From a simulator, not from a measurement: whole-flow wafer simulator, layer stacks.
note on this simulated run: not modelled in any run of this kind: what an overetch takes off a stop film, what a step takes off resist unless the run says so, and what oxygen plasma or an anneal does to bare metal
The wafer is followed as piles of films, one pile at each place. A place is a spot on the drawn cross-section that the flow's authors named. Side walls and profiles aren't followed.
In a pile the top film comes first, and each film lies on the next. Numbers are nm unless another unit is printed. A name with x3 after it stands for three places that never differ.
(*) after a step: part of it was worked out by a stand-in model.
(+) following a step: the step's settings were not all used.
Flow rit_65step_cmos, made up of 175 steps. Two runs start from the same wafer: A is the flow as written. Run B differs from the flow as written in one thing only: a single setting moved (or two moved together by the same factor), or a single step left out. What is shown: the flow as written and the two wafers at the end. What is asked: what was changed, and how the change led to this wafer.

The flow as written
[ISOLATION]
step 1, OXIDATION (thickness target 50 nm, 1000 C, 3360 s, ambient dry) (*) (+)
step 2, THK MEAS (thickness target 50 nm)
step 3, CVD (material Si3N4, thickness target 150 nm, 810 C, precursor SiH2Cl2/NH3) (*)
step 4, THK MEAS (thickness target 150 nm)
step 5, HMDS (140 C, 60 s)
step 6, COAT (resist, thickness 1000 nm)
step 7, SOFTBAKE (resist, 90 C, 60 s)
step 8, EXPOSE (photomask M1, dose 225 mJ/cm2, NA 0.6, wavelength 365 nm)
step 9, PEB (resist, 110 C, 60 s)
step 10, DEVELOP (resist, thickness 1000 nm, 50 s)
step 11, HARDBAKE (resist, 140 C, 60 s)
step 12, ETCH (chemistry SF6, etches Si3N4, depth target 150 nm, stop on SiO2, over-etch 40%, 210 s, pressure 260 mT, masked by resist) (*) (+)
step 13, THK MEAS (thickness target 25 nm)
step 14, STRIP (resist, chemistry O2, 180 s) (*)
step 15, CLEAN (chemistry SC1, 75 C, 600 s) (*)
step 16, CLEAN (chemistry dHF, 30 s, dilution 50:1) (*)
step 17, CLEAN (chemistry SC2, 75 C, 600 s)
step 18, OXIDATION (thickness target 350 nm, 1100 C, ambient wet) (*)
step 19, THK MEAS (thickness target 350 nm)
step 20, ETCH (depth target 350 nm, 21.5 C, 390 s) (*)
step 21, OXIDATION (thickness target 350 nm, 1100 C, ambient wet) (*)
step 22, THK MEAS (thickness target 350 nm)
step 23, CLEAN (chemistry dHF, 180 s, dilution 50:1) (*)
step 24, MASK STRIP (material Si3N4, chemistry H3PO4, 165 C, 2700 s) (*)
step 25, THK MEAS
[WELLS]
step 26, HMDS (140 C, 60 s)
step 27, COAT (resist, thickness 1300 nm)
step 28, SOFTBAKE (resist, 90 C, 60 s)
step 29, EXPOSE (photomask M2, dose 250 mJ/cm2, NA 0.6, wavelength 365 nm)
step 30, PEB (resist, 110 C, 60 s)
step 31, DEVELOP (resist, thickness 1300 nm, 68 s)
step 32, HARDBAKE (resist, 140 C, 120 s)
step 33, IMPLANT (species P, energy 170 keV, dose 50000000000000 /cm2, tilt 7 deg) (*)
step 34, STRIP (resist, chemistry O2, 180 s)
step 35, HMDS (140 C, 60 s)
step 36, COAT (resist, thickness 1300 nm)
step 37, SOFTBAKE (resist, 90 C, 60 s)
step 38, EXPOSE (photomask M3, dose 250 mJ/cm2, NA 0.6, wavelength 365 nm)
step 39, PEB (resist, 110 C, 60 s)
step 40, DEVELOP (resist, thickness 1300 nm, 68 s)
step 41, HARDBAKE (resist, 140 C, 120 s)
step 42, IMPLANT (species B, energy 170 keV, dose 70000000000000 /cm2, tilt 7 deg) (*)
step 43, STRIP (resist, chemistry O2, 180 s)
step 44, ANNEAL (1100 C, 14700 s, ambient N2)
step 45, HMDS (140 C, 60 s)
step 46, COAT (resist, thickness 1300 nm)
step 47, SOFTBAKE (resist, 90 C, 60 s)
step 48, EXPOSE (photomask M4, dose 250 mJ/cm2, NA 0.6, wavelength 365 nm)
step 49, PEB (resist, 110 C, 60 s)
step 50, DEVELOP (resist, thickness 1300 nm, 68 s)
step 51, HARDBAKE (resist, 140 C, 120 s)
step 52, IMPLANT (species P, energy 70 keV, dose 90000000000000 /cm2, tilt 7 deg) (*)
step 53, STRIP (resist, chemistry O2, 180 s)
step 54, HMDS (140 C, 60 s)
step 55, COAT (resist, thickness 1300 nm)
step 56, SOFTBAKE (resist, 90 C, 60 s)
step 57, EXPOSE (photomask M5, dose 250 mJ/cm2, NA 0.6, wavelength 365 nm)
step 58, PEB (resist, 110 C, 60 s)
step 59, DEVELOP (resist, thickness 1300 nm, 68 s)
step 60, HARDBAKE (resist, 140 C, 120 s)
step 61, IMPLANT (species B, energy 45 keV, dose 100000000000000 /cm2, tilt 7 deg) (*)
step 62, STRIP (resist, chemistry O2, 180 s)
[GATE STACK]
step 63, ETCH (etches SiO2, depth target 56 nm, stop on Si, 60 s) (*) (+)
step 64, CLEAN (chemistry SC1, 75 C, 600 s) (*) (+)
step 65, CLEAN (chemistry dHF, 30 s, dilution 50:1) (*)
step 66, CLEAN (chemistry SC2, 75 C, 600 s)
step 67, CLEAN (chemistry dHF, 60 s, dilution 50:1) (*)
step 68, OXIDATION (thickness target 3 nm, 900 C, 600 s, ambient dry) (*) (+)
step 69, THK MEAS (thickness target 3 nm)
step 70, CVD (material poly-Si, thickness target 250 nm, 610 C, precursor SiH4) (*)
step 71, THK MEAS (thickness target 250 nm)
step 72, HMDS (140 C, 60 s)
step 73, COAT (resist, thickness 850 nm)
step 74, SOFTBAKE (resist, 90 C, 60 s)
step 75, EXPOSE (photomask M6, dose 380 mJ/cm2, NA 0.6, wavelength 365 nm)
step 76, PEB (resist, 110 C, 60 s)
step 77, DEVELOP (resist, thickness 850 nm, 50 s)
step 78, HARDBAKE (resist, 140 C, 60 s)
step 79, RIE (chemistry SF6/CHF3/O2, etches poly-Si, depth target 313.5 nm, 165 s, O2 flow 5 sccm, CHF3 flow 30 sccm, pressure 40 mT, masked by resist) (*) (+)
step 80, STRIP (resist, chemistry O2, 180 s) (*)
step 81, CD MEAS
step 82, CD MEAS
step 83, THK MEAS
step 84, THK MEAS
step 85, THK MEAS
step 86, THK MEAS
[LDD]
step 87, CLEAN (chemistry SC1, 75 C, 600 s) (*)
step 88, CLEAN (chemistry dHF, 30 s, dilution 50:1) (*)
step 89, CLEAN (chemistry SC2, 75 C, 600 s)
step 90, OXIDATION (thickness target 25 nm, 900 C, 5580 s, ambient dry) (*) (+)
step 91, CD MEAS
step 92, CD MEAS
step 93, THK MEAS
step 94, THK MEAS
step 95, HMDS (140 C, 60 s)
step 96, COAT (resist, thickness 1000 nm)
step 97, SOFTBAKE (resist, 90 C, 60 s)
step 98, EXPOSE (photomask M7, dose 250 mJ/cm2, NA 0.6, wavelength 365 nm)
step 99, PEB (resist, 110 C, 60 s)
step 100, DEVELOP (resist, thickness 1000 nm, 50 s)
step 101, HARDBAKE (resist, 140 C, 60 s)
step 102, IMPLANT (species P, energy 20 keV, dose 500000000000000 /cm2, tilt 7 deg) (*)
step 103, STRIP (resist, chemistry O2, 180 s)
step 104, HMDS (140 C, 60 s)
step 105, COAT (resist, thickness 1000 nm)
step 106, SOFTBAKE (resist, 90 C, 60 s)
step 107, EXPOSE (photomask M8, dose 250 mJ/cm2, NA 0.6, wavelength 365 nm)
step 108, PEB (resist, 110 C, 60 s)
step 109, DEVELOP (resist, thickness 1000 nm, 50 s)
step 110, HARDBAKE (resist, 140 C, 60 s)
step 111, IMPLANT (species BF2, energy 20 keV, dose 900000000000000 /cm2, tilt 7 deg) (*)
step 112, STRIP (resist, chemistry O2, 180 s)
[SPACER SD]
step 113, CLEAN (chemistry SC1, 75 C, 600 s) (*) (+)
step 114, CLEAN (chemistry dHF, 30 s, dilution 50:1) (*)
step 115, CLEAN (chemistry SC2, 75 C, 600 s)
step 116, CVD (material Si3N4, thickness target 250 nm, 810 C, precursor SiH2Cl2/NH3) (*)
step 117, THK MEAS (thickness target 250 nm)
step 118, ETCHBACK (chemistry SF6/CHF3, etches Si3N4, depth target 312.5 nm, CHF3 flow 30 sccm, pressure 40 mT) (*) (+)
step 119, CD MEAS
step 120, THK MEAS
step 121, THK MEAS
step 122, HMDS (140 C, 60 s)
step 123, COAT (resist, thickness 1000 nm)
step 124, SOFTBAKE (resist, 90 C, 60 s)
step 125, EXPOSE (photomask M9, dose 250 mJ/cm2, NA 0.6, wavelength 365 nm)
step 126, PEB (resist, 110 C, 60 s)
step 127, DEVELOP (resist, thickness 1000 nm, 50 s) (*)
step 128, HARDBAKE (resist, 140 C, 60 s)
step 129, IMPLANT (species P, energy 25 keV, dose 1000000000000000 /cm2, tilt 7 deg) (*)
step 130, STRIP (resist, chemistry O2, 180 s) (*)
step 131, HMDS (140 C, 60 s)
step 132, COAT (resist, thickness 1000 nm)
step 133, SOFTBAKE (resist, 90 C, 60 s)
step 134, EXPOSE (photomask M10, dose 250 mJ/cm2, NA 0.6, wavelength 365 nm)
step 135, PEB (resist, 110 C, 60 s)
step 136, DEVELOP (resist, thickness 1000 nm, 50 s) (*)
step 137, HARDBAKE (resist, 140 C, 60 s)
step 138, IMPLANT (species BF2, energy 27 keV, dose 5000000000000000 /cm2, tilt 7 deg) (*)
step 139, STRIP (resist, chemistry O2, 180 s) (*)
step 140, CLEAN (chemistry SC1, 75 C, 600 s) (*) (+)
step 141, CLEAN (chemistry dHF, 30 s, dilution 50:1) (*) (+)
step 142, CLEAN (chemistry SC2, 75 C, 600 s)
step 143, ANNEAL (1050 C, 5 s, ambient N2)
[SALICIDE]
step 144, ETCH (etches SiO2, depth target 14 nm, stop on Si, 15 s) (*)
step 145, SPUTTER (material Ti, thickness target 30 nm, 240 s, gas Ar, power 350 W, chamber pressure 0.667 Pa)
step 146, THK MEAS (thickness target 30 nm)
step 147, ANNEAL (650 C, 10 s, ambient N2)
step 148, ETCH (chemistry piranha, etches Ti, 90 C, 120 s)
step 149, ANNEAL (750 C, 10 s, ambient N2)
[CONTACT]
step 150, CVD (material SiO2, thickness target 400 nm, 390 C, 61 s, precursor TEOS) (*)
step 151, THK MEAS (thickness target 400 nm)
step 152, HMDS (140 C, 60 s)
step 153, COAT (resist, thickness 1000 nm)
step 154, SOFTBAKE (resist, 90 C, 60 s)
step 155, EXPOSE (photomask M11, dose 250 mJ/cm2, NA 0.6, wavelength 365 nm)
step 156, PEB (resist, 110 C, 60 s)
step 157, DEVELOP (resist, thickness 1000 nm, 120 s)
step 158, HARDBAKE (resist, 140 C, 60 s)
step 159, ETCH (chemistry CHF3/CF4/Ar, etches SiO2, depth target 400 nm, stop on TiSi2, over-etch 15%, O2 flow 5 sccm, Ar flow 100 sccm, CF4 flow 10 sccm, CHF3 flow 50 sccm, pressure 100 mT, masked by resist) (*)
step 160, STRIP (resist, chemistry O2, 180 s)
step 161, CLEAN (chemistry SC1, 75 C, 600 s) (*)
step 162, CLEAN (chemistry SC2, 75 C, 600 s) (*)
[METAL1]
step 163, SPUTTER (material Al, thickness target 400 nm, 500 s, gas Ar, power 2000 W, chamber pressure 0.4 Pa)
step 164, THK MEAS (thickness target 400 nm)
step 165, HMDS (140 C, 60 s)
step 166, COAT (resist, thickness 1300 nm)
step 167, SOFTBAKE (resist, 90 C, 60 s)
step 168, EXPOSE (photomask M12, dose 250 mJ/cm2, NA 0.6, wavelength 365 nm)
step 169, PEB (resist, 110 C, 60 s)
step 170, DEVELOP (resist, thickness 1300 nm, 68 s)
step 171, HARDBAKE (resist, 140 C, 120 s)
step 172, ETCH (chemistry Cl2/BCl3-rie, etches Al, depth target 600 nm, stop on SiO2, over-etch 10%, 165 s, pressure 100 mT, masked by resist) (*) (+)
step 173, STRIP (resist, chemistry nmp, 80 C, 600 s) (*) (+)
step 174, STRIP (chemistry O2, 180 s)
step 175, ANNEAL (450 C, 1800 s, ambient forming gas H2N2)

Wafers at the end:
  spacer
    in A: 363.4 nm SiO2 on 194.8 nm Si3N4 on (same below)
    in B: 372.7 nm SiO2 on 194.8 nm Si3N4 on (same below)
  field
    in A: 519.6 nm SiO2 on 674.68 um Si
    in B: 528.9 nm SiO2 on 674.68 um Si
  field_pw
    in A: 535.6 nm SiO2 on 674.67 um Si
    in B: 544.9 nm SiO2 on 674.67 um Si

What caused this: step 163, SPUTTER: power 2372 W was run, whereas the flow has power 2000 W.

How this came from the change, step by step:
  step 163, SPUTTER (material Al, thickness target 400 nm, 500 s, gas Ar, power 2000 W, chamber pressure 0.4 Pa)
      field, field_pw, field_p, spacer, spacer_p: A +400 Al (new film) | B +474.4 Al (new film)
      gate_n, gate_p: A +396 Al (new film) | B +465.7 Al (new film)
      (also at 1 further place)
  step 172, ETCH (chemistry Cl2/BCl3-rie, etches Al, depth target 600 nm, stop on SiO2, over-etch 10%, 165 s, pressure 100 mT, masked by resist) (*) (+)
      field, field_pw, field_p, spacer, spacer_p: A -400 Al (all of it), -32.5 SiO2 | B -474.4 Al (all of it), -23.2 SiO2
      gate_n, gate_p: A -396 Al (all of it), -33 SiO2 | B -465.7 Al (all of it), -24.3 SiO2
      (also at 1 further place)
